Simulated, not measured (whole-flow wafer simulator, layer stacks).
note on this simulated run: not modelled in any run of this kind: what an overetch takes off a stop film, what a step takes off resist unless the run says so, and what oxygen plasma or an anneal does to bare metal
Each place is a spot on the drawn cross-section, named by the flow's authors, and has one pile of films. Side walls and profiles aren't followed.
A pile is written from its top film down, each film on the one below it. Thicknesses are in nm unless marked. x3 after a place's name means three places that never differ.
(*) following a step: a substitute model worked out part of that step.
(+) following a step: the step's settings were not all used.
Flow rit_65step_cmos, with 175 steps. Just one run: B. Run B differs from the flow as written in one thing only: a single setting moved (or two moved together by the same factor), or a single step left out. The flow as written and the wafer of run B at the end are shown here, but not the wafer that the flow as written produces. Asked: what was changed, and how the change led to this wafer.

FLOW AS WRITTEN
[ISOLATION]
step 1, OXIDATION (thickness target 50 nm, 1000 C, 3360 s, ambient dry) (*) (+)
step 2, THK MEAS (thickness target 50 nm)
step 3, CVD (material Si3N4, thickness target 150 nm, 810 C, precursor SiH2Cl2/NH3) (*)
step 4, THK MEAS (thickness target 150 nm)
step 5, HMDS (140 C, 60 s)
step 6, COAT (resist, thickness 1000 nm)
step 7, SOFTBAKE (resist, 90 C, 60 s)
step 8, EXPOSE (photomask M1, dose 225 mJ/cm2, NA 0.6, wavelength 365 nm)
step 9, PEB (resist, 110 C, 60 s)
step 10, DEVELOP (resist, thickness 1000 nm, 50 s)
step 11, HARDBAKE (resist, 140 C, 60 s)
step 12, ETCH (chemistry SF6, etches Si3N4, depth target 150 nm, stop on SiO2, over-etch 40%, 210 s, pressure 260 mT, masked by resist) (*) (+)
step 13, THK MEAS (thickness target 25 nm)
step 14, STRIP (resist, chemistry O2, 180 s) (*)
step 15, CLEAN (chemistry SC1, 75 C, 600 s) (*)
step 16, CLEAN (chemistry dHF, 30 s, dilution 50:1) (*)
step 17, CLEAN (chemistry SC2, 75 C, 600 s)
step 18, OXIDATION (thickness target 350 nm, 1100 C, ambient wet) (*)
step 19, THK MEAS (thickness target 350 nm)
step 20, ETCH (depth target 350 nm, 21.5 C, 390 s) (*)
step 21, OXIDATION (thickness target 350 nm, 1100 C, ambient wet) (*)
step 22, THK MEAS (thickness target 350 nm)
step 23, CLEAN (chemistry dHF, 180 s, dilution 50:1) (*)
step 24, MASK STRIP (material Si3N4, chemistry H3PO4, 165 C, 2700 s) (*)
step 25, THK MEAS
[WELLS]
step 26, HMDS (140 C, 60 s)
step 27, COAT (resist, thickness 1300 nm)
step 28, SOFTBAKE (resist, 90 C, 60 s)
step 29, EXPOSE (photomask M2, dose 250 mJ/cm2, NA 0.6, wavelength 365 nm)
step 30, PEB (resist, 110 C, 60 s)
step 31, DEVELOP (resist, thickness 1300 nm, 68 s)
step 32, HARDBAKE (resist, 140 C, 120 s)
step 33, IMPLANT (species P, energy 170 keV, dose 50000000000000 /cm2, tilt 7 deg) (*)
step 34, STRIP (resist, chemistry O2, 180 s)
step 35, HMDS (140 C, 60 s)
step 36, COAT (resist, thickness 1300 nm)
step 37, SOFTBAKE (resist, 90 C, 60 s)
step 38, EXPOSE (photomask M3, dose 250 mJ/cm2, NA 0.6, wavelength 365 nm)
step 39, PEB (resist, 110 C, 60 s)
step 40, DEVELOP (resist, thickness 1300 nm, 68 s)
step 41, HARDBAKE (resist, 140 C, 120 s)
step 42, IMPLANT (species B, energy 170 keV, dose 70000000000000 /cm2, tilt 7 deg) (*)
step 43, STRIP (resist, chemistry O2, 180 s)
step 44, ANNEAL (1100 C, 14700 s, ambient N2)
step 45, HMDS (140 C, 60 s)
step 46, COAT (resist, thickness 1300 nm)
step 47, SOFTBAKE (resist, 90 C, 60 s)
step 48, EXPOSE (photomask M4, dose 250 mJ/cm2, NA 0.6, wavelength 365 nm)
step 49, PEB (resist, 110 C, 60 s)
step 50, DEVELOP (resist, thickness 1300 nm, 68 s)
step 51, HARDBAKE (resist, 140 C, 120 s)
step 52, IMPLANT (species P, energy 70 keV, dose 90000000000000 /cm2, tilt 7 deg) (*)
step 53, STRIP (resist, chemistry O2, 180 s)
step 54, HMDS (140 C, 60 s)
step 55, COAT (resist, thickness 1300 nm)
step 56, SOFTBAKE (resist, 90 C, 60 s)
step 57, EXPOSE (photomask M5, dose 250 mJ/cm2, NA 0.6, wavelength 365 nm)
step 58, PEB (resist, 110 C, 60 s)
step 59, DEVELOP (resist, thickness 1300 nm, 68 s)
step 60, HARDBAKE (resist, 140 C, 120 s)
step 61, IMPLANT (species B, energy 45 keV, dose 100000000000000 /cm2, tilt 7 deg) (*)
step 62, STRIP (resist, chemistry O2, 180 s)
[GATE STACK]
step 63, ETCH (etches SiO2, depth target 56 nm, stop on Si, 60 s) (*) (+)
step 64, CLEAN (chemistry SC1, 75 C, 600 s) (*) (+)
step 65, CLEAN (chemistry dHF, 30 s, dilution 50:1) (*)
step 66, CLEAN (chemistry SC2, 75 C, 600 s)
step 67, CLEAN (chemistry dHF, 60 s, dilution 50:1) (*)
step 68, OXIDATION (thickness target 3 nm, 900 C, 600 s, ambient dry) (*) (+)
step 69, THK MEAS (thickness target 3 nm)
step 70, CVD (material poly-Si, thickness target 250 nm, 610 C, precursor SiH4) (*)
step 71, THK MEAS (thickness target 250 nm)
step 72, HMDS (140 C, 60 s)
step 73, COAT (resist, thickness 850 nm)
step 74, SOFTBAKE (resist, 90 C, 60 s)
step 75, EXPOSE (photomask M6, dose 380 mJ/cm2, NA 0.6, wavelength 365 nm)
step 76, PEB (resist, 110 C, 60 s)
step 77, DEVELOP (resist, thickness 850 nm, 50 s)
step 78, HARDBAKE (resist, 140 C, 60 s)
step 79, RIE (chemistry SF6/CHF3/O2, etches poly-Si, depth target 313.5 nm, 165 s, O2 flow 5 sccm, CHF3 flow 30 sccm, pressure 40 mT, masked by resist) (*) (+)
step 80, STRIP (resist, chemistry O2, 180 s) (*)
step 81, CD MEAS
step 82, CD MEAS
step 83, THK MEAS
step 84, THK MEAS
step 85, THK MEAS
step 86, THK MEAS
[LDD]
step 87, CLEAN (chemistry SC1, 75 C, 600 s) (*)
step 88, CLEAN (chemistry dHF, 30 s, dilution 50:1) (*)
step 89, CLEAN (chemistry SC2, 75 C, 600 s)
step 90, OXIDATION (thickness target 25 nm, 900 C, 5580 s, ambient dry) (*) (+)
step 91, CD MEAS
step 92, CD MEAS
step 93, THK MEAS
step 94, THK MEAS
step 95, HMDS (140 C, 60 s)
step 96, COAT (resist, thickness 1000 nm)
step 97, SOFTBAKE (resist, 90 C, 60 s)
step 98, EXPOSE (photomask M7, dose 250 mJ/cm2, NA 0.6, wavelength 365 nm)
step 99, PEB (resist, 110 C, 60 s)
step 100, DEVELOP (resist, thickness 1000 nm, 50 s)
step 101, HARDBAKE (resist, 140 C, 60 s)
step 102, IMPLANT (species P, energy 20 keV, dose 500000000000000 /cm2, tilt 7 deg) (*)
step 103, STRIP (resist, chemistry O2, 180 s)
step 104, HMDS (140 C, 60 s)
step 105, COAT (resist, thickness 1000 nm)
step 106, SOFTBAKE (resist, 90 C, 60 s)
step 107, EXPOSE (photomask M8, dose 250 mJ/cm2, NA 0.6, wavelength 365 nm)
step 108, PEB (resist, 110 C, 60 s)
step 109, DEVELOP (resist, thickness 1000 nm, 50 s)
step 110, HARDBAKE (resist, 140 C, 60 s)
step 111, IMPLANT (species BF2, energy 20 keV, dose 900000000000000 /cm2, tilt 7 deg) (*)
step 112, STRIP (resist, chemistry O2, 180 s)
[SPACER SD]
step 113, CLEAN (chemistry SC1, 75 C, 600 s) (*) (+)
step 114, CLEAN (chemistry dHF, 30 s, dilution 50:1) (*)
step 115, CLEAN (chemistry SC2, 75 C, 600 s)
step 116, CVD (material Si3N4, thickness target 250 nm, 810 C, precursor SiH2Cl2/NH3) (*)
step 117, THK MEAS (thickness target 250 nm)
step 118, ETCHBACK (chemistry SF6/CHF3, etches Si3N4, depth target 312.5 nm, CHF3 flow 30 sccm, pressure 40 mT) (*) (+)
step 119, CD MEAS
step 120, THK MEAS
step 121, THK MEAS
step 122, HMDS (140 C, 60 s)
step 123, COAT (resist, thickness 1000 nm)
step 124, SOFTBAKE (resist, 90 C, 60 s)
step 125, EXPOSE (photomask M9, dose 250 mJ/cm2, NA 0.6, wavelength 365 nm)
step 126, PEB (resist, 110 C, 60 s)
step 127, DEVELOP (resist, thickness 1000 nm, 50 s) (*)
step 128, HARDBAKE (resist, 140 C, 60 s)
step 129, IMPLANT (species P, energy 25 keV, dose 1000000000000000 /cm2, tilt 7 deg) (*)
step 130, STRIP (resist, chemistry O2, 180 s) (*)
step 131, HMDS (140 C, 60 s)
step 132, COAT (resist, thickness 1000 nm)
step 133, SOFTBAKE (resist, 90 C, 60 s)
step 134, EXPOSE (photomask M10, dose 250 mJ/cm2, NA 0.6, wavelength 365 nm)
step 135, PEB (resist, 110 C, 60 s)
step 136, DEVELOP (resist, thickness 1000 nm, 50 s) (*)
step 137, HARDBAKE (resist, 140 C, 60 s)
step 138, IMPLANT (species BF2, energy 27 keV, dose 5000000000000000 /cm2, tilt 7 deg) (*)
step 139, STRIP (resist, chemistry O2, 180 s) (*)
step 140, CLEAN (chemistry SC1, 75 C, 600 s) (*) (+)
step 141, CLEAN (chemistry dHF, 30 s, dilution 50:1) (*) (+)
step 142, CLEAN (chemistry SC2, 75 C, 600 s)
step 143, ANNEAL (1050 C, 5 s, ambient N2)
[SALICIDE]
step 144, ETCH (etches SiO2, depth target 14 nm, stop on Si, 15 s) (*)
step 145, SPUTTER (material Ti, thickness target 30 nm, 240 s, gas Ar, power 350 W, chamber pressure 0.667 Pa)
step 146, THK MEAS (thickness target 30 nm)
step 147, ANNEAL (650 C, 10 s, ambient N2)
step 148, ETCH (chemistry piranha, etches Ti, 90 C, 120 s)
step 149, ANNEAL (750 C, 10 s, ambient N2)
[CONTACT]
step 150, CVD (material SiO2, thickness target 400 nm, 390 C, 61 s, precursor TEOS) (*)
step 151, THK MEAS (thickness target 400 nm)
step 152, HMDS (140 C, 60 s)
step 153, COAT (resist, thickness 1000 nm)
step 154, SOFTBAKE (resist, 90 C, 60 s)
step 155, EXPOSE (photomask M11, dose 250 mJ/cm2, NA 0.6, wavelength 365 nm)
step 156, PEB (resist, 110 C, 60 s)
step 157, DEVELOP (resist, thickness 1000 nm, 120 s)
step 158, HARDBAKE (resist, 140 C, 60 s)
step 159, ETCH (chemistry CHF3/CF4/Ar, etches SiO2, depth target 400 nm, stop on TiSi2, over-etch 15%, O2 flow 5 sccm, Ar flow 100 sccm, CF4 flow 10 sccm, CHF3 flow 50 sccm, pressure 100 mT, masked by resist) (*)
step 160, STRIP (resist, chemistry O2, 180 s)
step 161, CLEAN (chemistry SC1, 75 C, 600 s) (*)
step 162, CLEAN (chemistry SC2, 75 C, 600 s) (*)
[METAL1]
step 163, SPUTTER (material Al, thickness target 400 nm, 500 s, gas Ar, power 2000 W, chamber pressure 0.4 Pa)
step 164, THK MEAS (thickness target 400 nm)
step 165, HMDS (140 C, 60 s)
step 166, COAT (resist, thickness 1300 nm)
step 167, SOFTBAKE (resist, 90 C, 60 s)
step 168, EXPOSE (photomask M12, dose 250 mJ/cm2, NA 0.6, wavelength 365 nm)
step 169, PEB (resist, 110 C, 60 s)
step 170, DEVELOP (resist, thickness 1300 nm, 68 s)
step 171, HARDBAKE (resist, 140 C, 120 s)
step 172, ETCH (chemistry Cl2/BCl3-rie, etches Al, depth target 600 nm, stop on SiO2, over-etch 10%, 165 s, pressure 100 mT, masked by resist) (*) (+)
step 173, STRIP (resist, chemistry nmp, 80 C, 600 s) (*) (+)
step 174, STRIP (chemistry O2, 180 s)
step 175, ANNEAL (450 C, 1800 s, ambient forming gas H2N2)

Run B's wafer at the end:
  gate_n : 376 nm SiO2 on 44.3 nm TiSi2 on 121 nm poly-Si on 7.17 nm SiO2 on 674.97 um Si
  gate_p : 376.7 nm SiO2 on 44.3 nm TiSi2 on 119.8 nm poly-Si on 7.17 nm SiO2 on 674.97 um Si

Cause: step 147, ANNEAL: 4 s was run, whereas the flow has 10 s.

How this came from the change, step by step:
  step 147, ANNEAL (650 C, 10 s, ambient N2)
      gate_n: -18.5 Ti, +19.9 TiSi first (new film), +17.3 TiSi2 C49 (new film), -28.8 poly-Si (in the flow as written it would be: -21.3 Ti, +9.82 TiSi first (new film), +39.5 TiSi2 C49 (new film), -41.9 poly-Si)
      gate_p: -18.5 Ti, +19.9 TiSi first (new film), +17.3 TiSi2 C49 (new film), -28.8 poly-Si (in the flow as written it would be: -21.2 Ti, +9.56 TiSi first (new film), +39.6 TiSi2 C49 (new film), -41.9 poly-Si)
  step 148, ETCH (chemistry piranha, etches Ti, 90 C, 120 s)
      gate_n: -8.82 Ti (all of it), -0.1 TiSi first (in the flow as written it would be: -6 Ti (all of it), -0.1 TiSi first)
      gate_p: -8.7 Ti (all of it), -0.1 TiSi first (in the flow as written it would be: -5.97 Ti (all of it), -0.1 TiSi first)
  step 149, ANNEAL (750 C, 10 s, ambient N2)
      gate_n: +44.3 TiSi2 (new film), -19.8 TiSi first (all of it), -17.3 TiSi2 C49 (all of it), -13.2 poly-Si (in the flow as written it would be: +50.8 TiSi2 (new film), -9.72 TiSi first (all of it), -39.5 TiSi2 C49 (all of it), -6.48 poly-Si)
      gate_p: +44.3 TiSi2 (new film), -19.8 TiSi first (all of it), -17.3 TiSi2 C49 (all of it), -13.2 poly-Si (in the flow as written it would be: +50.6 TiSi2 (new film), -9.46 TiSi first (all of it), -39.6 TiSi2 C49 (all of it), -6.31 poly-Si)
